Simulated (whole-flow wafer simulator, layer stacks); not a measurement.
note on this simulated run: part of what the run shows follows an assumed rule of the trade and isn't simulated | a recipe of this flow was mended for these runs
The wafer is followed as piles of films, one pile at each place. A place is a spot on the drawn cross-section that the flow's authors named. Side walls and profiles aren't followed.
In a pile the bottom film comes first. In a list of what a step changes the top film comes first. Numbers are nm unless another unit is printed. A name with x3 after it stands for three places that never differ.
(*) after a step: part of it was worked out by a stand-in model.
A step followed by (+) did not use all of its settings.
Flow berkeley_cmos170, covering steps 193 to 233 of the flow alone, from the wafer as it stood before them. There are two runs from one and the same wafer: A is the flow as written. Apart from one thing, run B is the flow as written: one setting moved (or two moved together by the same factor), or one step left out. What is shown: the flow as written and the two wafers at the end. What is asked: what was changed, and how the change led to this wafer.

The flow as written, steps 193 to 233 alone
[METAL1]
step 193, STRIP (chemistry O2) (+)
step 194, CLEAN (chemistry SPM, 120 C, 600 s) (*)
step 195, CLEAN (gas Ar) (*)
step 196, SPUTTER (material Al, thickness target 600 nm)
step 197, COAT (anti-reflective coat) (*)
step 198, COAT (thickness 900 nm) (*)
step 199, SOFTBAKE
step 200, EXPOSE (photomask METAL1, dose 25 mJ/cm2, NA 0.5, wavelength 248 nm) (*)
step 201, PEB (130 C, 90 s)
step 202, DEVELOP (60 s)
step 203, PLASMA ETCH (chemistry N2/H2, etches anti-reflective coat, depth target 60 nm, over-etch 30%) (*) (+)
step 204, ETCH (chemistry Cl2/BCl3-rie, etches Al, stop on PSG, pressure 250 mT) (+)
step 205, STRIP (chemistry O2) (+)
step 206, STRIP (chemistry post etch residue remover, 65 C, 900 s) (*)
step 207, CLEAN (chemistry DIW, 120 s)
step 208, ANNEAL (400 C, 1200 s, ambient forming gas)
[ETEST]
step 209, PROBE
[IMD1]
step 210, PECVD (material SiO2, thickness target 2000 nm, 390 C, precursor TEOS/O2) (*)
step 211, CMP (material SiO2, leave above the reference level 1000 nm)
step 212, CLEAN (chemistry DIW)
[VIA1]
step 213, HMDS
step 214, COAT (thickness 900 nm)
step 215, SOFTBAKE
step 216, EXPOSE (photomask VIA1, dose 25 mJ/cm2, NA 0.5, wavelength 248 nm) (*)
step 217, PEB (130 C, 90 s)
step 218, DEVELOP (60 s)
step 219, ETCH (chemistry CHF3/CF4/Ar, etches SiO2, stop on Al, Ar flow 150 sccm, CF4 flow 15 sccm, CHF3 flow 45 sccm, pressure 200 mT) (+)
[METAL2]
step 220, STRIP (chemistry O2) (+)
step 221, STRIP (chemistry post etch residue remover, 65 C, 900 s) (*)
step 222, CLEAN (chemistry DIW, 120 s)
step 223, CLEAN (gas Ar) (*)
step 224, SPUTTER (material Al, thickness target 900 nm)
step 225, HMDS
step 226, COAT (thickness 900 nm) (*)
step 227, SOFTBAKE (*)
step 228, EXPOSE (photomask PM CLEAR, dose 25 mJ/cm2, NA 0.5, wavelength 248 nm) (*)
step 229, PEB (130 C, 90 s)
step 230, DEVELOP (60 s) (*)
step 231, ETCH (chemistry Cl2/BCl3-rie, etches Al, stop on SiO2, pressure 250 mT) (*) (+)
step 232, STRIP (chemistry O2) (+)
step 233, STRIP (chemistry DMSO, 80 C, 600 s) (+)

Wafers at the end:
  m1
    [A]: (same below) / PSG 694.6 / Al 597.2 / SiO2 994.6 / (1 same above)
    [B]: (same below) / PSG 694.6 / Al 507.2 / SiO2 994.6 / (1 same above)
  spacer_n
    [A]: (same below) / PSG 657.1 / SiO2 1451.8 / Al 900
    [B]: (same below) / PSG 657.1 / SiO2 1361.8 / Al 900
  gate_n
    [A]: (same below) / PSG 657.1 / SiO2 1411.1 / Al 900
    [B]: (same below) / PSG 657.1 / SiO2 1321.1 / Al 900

Cause: step 196, SPUTTER: thickness target 510 nm was run, though the flow has thickness target 600 nm.

The path from the change to this, step by step:
  step 196, SPUTTER (material Al, thickness target 600 nm)
      field, mark, sd_n and 8 more: A Al gains 600 (new film) | B Al gains 510 (new film)
      sd_p: A Al gains 575.5 (new film) | B Al gains 486.3 (new film)
      (and at 1 other place as well)
  step 197, COAT (anti-reflective coat) (*)
      sd_n: A anti-reflective coat gains 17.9 (new film) | B anti-reflective coat gains 15.4 (new film)
      contact: A anti-reflective coat gains 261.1 (new film) | B anti-reflective coat gains 250.3 (new film)
  step 203, PLASMA ETCH (chemistry N2/H2, etches anti-reflective coat, depth target 60 nm, over-etch 30%) (*) (+)
      sd_n: A anti-reflective coat loses 17.9 (all of it) | B anti-reflective coat loses 15.4 (all of it)
  step 204, ETCH (chemistry Cl2/BCl3-rie, etches Al, stop on PSG, pressure 250 mT) (+)
      field, mark, sd_n, spacer_n, gate_n, spacer_p, gate_p: A Al loses 600 (all of it), PSG loses 37.5 | B Al loses 510 (all of it), PSG loses 37.5
      contact, m1, via1, m2, via2: A KrF-resist loses 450 | B KrF-resist loses 405
      (and at 1 other place as well)
  step 205, STRIP (chemistry O2) (+)
      contact: A KrF-resist loses 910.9 (all of it), anti-reflective coat loses 261.1 (all of it) | B KrF-resist loses 936.1 (all of it), anti-reflective coat loses 250.3 (all of it)
      m1: A KrF-resist loses 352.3 (all of it), anti-reflective coat loses 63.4 (all of it) | B KrF-resist loses 397.1 (all of it), anti-reflective coat loses 63.3 (all of it)
      (and at 3 other places as well)
  step 211, CMP (material SiO2, leave above the reference level 1000 nm)
      spacer_n, spacer_p: A SiO2 loses 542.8 | B SiO2 loses 632.8
      gate_n, gate_p: A SiO2 loses 583.6 | B SiO2 loses 673.6
      (and at 5 other places as well)
